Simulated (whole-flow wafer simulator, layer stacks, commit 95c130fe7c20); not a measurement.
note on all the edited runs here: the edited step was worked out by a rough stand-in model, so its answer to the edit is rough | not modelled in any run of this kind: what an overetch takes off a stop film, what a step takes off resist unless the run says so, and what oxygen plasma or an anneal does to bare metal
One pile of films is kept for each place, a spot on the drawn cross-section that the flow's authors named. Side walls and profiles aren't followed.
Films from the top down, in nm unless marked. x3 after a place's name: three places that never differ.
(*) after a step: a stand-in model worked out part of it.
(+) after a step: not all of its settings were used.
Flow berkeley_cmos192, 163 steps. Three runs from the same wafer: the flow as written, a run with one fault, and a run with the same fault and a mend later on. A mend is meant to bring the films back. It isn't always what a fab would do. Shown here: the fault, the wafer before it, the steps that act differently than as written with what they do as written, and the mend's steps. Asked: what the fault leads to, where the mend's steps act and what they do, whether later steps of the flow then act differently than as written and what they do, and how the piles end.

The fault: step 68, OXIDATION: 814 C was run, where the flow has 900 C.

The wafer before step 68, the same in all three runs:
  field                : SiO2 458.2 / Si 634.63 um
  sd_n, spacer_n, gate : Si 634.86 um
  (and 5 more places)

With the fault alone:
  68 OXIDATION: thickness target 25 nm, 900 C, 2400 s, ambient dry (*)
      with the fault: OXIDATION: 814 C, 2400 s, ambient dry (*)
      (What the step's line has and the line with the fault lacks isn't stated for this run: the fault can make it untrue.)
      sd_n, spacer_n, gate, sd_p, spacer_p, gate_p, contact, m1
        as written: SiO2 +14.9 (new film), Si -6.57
        with the fault: SiO2 +6.08 (new film), Si -2.67
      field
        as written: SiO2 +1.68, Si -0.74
        with the fault: SiO2 +0.32, Si -0.14
  Later steps of the flow that act differently than as written (40 more steps differ only slightly, by at most 2% or 0.5 nm, whichever is larger, and aren't shown):
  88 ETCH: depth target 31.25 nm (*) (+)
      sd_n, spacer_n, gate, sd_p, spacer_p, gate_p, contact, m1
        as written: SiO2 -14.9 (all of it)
        with the fault: SiO2 -6.08 (all of it)
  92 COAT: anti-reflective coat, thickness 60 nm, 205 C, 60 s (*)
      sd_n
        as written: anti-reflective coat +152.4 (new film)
        with the fault: anti-reflective coat +149 (new film)
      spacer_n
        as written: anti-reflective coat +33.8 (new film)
        with the fault: anti-reflective coat +34.9 (new film)
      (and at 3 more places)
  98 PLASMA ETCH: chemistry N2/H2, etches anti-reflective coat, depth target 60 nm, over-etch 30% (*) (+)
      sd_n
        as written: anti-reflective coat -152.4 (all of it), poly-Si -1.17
        with the fault: anti-reflective coat -149 (all of it), poly-Si -1.15
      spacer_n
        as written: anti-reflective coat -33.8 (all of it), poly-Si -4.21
        with the fault: anti-reflective coat -34.9 (all of it), poly-Si -4.07
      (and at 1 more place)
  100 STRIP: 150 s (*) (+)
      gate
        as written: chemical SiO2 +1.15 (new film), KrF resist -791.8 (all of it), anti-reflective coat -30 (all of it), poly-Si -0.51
        with the fault: chemical SiO2 +1.15 (new film), KrF resist -787.9 (all of it), anti-reflective coat -31.3 (all of it), poly-Si -0.51
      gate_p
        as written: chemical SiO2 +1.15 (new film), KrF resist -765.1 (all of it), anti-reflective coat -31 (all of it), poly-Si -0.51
        with the fault: chemical SiO2 +1.15 (new film), KrF resist -762.5 (all of it), anti-reflective coat -31.9 (all of it), poly-Si -0.51
  At the end the piles differ from the flow's only slightly at the places that both follow, by at most 2% or 0.5 nm, whichever is larger.

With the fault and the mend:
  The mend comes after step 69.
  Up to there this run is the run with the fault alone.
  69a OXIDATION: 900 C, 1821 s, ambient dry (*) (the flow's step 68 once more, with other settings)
      sd_n, spacer_n, gate, sd_p, spacer_p, gate_p, contact, m1
        SiO2 +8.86, Si -3.9
      field
        SiO2 +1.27, Si -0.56
  No later step of the flow acts differently than as written, at any place that is followed, by more than 2% or 0.5 nm, whichever is larger.
  At the end the piles differ from the flow's only slightly at the places that both follow, by at most 2% or 0.5 nm, whichever is larger.
